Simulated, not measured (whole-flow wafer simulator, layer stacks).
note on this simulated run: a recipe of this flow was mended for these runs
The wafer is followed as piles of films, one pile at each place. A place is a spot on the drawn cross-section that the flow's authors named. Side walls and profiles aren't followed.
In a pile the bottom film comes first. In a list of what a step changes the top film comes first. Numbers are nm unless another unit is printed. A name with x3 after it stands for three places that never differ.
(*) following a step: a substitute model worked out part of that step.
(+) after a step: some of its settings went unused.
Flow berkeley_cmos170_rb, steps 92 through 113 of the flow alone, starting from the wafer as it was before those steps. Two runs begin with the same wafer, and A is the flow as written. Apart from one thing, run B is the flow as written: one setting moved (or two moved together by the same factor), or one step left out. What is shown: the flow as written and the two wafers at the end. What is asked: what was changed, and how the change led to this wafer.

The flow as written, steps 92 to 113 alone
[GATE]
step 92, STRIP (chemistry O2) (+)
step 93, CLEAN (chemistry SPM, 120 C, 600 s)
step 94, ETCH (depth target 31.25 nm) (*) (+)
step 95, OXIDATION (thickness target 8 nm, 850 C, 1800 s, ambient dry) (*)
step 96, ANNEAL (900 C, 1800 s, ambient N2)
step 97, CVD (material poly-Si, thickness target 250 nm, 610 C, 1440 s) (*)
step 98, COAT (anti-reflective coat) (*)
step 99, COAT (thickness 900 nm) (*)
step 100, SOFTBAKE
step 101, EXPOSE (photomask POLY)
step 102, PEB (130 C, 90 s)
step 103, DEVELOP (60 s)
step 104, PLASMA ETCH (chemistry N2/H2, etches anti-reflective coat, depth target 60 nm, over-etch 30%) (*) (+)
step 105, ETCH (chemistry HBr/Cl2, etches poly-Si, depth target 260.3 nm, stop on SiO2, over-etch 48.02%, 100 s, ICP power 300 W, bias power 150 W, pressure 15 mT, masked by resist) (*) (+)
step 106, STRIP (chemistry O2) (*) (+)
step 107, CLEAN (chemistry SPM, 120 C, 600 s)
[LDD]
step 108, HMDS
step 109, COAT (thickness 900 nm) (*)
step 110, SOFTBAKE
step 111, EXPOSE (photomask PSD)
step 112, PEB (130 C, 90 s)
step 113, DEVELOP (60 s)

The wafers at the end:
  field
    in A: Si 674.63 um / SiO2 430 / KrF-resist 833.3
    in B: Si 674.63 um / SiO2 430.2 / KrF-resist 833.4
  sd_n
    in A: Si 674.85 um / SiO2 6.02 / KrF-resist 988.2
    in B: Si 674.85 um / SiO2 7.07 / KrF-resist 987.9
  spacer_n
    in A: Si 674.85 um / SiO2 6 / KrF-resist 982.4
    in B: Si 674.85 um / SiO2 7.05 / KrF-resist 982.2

The reason: step 95, OXIDATION: thickness target 9.92 nm was run, though the flow has thickness target 8 nm; step 95, OXIDATION: 2232 s was run, where the flow has 1800 s.

How this came from the change, step by step:
  step 95, OXIDATION (thickness target 8 nm, 850 C, 1800 s, ambient dry) (*)
      sd_n, spacer_n, gate, sd_p, spacer_p, gate_p, contact, m1: A SiO2 gains 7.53 (new film), Si loses 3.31 | B SiO2 gains 8.58 (new film), Si loses 3.77
